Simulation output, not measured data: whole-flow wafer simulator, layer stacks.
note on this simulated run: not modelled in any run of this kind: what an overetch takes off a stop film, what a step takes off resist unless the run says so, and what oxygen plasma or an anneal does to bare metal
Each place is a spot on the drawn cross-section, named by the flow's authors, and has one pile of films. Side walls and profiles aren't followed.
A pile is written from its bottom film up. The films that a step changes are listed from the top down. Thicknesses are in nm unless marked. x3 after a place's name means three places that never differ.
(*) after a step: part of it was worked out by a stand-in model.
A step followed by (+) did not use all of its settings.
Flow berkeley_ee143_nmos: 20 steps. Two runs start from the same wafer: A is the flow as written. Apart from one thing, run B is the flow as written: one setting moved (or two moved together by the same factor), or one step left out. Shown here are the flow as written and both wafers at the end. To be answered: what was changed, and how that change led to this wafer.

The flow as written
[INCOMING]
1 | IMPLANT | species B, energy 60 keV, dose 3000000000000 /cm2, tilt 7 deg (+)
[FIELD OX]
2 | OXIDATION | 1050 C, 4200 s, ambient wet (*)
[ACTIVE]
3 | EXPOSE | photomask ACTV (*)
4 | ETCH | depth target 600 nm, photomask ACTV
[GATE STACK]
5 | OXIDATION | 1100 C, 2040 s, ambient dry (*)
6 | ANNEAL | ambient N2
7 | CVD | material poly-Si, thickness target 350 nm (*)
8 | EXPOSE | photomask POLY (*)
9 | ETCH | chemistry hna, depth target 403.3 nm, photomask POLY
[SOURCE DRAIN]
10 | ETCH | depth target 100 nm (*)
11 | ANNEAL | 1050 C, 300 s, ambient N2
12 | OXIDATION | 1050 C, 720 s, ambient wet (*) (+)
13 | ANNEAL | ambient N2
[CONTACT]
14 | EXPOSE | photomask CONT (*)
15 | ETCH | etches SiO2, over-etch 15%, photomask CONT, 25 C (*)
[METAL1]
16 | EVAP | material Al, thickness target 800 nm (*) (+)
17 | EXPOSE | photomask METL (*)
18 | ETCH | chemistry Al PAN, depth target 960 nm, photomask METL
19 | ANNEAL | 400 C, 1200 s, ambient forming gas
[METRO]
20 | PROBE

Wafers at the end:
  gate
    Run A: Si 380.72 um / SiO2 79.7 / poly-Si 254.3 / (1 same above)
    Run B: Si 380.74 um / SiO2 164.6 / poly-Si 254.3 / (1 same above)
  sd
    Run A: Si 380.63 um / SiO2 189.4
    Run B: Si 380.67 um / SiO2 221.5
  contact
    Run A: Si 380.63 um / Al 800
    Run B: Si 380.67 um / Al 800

The reason: step 4, ETCH: depth target 435 nm was run, while the flow as written has depth target 600 nm.

How this came from the change, step by step:
  4 | ETCH | depth target 600 nm, photomask ACTV
      gate, sd, contact: A -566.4 SiO2 (all of it) | B -435 SiO2
  5 | OXIDATION | 1100 C, 2040 s, ambient dry (*)
      gate, sd, contact: A +79.7 SiO2 (new film), -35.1 Si | B +33.3 SiO2, -14.6 Si
  10 | ETCH | depth target 100 nm (*)
      sd, contact: A -79.7 SiO2 (all of it) | B -100 SiO2
  12 | OXIDATION | 1050 C, 720 s, ambient wet (*) (+)
      sd, contact: A +189.4 SiO2 (new film), -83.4 Si | B +156.9 SiO2, -69 Si
  15 | ETCH | etches SiO2, over-etch 15%, photomask CONT, 25 C (*)
      contact: A -189.4 SiO2 (all of it) | B -221.5 SiO2 (all of it)
